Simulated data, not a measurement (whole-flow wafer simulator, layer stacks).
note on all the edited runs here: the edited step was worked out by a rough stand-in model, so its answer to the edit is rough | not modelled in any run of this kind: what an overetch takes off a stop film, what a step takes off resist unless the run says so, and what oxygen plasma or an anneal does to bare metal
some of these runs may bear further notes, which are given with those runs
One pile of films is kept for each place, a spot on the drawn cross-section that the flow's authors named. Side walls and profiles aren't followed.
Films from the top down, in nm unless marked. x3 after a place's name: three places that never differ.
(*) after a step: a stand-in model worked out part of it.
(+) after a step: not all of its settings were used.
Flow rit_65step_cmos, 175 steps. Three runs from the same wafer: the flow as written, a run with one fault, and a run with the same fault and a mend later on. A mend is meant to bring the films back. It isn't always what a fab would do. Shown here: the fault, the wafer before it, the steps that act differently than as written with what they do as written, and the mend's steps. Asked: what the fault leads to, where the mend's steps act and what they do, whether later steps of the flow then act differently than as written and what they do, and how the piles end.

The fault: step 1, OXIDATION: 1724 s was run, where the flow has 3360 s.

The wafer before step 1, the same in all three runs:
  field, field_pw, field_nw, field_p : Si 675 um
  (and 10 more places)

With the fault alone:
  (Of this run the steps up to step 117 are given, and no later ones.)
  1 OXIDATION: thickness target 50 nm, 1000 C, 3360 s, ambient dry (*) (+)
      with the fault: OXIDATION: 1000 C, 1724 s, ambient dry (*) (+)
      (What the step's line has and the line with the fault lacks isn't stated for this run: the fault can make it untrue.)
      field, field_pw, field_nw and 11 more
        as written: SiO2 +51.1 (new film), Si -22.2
        with the fault: SiO2 +36.2 (new film), Si -15.6
  Later steps of the flow that act differently than as written (36 more steps differ only slightly, by at most 2% or 0.5 nm, whichever is larger, and aren't shown):
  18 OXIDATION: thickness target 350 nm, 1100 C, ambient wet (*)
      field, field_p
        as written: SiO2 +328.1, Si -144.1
        with the fault: SiO2 +339.4, Si -149
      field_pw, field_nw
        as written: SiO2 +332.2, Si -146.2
        with the fault: SiO2 +343.5, Si -151.1
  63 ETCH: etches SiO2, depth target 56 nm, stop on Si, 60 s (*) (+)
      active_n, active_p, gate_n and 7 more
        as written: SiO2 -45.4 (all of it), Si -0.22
        with the fault: SiO2 -30.5 (all of it), Si -0.52
  After step 117 the piles differ from the flow's only slightly at the places that both follow, by at most 2% or 0.5 nm, whichever is larger.

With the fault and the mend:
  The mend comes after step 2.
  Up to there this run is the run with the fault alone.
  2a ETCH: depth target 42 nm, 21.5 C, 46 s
      field, field_pw, field_nw and 11 more
        SiO2 -36.2 (all of it)
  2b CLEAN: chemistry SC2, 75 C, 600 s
      field, field_pw, field_nw and 11 more
        chemical SiO2 +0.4 (new film), Si -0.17
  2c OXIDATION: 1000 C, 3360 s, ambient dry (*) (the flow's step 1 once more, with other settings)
      field, field_pw, field_nw and 11 more
        SiO2 +51 (new film), chemical SiO2 -0.4 (all of it), Si -22.3
  Later steps of the flow that act differently than as written (18 more steps differ only slightly, by at most 2% or 0.5 nm, whichever is larger, and aren't shown):
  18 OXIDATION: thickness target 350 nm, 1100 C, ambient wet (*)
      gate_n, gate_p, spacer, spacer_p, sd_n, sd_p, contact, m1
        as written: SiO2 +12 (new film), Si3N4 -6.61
        with the mend: SiO2 +12 (new film), Si3N4 -6.61, SiO2 +0.03
  At the end the piles differ from the flow's only slightly at the places that both follow, by at most 2% or 0.5 nm, whichever is larger.
